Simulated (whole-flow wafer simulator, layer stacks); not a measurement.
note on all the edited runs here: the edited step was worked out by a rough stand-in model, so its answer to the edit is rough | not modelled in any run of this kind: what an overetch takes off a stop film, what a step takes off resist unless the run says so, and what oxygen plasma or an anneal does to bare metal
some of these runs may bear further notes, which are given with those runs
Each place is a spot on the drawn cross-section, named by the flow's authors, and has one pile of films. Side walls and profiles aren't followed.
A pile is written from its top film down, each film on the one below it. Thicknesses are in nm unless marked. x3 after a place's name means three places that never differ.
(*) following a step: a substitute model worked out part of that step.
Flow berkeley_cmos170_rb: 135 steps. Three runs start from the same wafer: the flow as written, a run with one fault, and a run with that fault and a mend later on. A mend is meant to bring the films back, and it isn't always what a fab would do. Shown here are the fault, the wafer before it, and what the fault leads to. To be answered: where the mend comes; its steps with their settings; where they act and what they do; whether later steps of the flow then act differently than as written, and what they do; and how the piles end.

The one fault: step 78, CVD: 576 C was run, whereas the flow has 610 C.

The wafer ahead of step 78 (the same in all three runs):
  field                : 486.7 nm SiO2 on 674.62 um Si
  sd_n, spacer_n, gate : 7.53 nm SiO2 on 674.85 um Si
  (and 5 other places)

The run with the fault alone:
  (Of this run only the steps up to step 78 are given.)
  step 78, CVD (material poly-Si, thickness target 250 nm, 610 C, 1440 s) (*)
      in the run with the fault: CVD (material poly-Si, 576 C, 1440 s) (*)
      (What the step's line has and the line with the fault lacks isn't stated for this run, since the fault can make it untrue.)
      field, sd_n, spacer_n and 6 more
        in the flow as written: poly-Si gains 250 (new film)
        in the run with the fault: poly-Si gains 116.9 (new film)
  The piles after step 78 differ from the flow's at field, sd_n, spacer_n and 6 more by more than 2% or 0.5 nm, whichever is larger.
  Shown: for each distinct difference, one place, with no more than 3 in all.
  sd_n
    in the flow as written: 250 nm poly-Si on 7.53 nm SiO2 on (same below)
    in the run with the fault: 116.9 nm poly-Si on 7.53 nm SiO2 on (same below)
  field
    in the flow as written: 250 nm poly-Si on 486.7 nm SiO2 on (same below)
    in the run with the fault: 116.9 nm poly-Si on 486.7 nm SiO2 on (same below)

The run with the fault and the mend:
  After step 78 comes the mend.
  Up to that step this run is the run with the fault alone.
  step 78a, ETCH (chemistry tmah, depth target 134.4 nm)
      field, sd_n, spacer_n and 6 more
        poly-Si loses 116.9 (all of it)
  step 78b, CLEAN (*) (the flow's step 74 again)
      leaves every film unchanged at each place that is followed
  step 78c, CVD (material poly-Si, thickness target 250 nm, 610 C, 1440 s) (*) (the flow's step 78 again)
      field, sd_n, spacer_n and 6 more
        poly-Si gains 250 (new film)
  Later steps of the flow that are run all act as written at every place that is followed, up to a difference of at most 2% or 0.5 nm, whichever is larger.
  By the end, the piles equal the flow's at every place that both follow.
